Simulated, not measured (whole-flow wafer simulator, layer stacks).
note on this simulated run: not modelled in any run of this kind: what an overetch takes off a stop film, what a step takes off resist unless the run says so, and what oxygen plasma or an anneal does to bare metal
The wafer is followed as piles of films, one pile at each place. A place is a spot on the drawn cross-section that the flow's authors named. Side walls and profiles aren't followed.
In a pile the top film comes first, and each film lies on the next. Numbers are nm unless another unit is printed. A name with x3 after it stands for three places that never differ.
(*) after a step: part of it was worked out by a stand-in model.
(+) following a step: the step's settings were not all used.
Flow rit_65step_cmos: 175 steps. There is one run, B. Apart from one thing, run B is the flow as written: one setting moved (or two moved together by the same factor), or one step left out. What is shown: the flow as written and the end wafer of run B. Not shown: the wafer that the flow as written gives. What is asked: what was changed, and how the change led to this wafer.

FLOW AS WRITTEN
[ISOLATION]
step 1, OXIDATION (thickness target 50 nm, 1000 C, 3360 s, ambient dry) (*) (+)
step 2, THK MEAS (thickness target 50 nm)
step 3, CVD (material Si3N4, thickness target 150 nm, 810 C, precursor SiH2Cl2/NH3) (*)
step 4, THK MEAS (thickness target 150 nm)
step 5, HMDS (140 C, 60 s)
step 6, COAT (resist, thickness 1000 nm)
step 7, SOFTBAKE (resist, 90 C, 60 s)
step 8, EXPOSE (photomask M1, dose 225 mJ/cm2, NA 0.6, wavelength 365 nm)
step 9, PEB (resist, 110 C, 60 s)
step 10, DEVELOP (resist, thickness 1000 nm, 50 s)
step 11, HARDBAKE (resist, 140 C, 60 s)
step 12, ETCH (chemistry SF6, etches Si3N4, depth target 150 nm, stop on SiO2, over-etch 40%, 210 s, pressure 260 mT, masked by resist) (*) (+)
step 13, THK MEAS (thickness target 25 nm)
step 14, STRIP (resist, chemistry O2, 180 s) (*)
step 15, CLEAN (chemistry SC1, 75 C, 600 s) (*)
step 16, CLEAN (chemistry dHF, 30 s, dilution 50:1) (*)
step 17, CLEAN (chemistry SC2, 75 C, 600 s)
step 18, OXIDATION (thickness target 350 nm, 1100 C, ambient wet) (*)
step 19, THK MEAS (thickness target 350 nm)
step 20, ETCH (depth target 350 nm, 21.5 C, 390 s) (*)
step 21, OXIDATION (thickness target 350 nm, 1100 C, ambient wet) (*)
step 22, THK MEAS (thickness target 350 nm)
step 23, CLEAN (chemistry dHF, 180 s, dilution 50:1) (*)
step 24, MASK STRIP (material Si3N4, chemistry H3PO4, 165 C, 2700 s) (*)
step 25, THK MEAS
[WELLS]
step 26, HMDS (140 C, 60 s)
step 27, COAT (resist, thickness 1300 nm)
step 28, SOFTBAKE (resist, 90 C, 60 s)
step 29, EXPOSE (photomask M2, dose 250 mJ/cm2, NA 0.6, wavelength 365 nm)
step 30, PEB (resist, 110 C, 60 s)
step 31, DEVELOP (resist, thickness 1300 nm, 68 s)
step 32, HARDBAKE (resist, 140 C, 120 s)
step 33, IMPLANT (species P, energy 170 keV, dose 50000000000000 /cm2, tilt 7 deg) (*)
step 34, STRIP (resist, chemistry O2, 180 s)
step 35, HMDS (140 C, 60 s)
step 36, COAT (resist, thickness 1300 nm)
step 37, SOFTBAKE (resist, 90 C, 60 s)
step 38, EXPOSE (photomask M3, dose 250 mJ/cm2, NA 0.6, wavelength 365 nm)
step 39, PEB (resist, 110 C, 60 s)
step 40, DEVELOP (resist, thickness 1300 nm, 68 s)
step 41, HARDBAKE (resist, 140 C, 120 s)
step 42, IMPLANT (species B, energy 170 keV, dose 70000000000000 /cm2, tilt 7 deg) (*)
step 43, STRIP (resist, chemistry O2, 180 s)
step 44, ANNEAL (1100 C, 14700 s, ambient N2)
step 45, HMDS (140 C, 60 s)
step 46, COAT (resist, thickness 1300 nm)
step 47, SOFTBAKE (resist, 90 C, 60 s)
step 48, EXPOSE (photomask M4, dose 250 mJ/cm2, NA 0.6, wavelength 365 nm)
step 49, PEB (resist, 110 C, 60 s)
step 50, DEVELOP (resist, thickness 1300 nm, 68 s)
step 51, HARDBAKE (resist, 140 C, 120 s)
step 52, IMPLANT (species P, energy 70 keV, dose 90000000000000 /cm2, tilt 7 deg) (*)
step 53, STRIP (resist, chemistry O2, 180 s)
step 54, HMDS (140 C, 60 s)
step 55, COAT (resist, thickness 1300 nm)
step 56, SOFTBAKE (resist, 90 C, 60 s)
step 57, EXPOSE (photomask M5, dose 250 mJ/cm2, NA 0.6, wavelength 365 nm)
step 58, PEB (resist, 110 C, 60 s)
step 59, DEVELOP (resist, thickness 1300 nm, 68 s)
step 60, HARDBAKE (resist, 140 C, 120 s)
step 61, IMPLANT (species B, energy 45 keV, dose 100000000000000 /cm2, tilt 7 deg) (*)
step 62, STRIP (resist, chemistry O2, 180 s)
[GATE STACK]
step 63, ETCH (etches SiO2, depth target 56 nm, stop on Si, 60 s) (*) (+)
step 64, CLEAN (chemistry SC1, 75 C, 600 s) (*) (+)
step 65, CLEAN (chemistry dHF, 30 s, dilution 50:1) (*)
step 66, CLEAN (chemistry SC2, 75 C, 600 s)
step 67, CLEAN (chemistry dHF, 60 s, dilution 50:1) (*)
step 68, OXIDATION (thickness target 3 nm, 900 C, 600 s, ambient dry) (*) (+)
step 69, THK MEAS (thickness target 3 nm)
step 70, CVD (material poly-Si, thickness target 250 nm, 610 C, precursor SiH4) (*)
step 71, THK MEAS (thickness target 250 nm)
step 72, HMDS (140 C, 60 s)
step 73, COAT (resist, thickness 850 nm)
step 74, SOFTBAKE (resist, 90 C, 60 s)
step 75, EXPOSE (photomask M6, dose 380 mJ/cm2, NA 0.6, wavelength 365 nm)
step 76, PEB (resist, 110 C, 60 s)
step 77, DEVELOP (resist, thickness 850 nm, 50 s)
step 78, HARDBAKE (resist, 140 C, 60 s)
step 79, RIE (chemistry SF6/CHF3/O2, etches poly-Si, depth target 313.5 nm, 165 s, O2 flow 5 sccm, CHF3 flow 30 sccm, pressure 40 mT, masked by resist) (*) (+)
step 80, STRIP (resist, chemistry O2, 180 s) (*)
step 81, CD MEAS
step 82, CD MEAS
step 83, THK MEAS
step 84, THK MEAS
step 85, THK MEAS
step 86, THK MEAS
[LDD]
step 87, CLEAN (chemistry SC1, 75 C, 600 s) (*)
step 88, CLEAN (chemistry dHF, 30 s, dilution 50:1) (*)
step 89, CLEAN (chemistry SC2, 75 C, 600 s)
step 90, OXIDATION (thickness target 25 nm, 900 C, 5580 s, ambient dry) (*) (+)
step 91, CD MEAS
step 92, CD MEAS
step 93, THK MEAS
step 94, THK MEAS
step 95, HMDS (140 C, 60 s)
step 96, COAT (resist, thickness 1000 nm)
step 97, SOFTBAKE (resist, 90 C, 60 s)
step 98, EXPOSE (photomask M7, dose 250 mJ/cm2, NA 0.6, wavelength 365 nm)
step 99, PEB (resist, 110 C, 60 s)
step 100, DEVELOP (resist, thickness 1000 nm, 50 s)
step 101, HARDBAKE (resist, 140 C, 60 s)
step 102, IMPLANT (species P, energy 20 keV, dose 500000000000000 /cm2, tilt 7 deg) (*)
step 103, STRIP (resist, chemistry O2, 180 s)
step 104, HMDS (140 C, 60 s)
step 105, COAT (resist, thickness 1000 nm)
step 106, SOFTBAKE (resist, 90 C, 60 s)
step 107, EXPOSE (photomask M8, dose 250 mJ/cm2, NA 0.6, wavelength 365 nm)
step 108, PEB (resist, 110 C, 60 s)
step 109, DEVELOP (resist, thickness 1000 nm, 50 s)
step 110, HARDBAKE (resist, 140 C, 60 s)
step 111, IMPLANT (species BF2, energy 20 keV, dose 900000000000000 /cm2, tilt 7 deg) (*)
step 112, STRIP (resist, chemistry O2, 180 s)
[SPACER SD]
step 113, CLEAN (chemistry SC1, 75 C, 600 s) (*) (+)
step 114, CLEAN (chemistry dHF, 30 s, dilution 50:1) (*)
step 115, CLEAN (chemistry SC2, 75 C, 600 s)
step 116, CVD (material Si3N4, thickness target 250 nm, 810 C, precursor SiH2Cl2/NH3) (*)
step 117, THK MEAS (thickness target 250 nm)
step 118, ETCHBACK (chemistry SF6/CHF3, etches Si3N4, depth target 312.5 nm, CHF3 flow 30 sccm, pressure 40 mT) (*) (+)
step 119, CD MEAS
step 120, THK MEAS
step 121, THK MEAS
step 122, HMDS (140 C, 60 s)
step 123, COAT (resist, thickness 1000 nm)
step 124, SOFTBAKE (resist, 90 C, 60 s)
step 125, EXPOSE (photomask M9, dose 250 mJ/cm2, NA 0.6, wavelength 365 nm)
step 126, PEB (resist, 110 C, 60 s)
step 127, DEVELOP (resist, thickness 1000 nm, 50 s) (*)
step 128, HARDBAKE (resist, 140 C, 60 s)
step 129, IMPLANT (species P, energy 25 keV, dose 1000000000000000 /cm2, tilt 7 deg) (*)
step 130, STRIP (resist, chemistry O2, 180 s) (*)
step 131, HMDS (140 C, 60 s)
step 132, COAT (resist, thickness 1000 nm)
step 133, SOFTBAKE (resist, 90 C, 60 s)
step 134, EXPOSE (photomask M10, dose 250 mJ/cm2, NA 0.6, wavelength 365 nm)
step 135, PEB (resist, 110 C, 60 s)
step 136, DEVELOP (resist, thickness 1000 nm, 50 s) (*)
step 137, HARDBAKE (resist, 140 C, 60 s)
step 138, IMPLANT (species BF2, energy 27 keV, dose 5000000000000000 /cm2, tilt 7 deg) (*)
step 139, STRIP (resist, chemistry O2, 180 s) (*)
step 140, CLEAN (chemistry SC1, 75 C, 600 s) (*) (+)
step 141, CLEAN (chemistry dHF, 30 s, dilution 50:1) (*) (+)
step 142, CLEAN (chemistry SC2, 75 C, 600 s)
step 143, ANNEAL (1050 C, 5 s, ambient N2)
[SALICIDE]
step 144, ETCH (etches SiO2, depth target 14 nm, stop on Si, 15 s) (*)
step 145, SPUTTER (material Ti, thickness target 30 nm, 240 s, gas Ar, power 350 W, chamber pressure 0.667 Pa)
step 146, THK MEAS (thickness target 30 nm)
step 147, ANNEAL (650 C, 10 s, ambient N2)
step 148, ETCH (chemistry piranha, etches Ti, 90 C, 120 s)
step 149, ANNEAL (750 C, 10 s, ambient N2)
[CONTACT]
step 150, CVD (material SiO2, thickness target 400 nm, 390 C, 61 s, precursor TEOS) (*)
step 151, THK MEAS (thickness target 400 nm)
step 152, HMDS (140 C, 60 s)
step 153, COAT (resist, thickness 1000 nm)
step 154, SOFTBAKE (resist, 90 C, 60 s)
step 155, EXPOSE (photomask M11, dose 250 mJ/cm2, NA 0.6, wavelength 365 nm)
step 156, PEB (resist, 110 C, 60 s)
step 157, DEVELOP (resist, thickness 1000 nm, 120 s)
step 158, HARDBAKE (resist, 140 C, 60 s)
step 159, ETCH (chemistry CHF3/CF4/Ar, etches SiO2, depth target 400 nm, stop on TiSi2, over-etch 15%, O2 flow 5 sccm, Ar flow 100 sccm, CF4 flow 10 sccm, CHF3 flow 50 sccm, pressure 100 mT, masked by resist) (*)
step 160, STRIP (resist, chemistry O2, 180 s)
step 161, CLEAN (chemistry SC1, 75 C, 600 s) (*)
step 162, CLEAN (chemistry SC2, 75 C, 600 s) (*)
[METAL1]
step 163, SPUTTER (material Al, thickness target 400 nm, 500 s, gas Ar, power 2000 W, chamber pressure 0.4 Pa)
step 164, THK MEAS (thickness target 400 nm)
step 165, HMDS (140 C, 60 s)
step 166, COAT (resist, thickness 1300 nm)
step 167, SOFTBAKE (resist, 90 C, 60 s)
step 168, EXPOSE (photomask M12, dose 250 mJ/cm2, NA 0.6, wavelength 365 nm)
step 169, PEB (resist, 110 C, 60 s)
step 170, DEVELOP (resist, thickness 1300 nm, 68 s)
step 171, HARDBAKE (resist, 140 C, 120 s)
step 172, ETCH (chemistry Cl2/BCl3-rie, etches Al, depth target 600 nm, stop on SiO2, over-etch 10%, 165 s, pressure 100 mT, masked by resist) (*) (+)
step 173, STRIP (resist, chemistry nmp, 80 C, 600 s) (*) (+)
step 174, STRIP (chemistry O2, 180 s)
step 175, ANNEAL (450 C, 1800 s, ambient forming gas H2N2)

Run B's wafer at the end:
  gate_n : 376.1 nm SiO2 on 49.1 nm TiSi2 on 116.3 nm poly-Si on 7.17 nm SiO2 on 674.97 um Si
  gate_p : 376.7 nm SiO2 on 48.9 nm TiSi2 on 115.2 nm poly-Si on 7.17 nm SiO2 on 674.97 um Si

What caused this: step 145, SPUTTER: thickness target 29 nm was run, while the flow as written has thickness target 30 nm.

Step by step, how the change led to this:
  step 145, SPUTTER (material Ti, thickness target 30 nm, 240 s, gas Ar, power 350 W, chamber pressure 0.667 Pa)
      field, field_pw, field_nw, field_p, spacer, spacer_p: +29 Ti (new film) (it would be, as written: +30 Ti (new film))
      gate_n: +26.4 Ti (new film) (it would be, as written: +27.3 Ti (new film))
      (and at 1 other place as well)
  step 147, ANNEAL (650 C, 10 s, ambient N2)
      gate_n: -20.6 Ti, +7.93 TiSi first (new film), +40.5 TiSi2 C49 (new film), -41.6 poly-Si (it would be, as written: -21.3 Ti, +9.82 TiSi first (new film), +39.5 TiSi2 C49 (new film), -41.9 poly-Si)
      gate_p: -20.5 Ti, +7.69 TiSi first (new film), +40.6 TiSi2 C49 (new film), -41.5 poly-Si (it would be, as written: -21.2 Ti, +9.56 TiSi first (new film), +39.6 TiSi2 C49 (new film), -41.9 poly-Si)
  step 148, ETCH (chemistry piranha, etches Ti, 90 C, 120 s)
      field, field_pw, field_nw, field_p, spacer, spacer_p: -29 Ti (all of it) (it would be, as written: -30 Ti (all of it))
  step 149, ANNEAL (750 C, 10 s, ambient N2)
      gate_n: +49.1 TiSi2 (new film), -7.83 TiSi first (all of it), -40.5 TiSi2 C49 (all of it), -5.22 poly-Si (it would be, as written: +50.8 TiSi2 (new film), -9.72 TiSi first (all of it), -39.5 TiSi2 C49 (all of it), -6.48 poly-Si)
      gate_p: +48.9 TiSi2 (new film), -7.59 TiSi first (all of it), -40.6 TiSi2 C49 (all of it), -5.06 poly-Si (it would be, as written: +50.6 TiSi2 (new film), -9.46 TiSi first (all of it), -39.6 TiSi2 C49 (all of it), -6.31 poly-Si)
